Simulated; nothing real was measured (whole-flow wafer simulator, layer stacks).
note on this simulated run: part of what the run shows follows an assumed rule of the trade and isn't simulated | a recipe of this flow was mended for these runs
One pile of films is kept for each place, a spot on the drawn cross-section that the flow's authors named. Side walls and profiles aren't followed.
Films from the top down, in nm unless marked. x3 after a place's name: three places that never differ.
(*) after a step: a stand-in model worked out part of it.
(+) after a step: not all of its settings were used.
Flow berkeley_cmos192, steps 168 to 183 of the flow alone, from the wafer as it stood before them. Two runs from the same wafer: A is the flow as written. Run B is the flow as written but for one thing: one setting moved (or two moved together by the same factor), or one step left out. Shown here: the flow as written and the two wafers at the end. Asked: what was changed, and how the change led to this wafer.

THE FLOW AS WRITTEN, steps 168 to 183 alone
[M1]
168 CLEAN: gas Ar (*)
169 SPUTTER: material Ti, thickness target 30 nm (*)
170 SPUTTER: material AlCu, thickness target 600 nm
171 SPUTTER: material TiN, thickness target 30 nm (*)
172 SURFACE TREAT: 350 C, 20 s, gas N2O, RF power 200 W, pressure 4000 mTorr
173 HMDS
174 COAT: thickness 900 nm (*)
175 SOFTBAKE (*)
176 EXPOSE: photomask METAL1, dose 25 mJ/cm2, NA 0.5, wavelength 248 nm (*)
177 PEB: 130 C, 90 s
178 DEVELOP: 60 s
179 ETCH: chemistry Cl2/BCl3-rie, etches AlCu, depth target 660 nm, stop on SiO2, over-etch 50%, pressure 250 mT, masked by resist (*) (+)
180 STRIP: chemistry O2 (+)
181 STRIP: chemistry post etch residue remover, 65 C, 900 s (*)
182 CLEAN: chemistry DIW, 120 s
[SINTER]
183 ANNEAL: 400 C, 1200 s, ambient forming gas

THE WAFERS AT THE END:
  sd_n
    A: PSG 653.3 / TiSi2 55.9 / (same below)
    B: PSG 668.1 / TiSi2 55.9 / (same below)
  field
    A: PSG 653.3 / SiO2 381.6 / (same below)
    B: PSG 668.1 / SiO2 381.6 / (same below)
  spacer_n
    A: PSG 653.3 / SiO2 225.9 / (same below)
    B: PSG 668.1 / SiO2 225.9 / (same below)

The cause: step 179, ETCH: depth target 581 nm was run, where the flow has depth target 660 nm.

How the change led to this, step by step:
  179 ETCH: chemistry Cl2/BCl3-rie, etches AlCu, depth target 660 nm, stop on SiO2, over-etch 50%, pressure 250 mT, masked by resist (*) (+)
      field, sd_n, spacer_n, gate, spacer_p, gate_p: A TiN -30 (all of it), AlCu -600 (all of it), Ti -30 (all of it), PSG -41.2 | B TiN -30 (all of it), AlCu -600 (all of it), Ti -30 (all of it), PSG -26.4
      contact, m1: A KrF-resist -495 | B KrF-resist -575.4
      (and at 1 more place)
  180 STRIP: chemistry O2 (+)
      contact: A KrF-resist -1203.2 (all of it) | B KrF-resist -1122.8 (all of it)
      m1: A KrF-resist -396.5 (all of it) | B KrF-resist -316.1 (all of it)
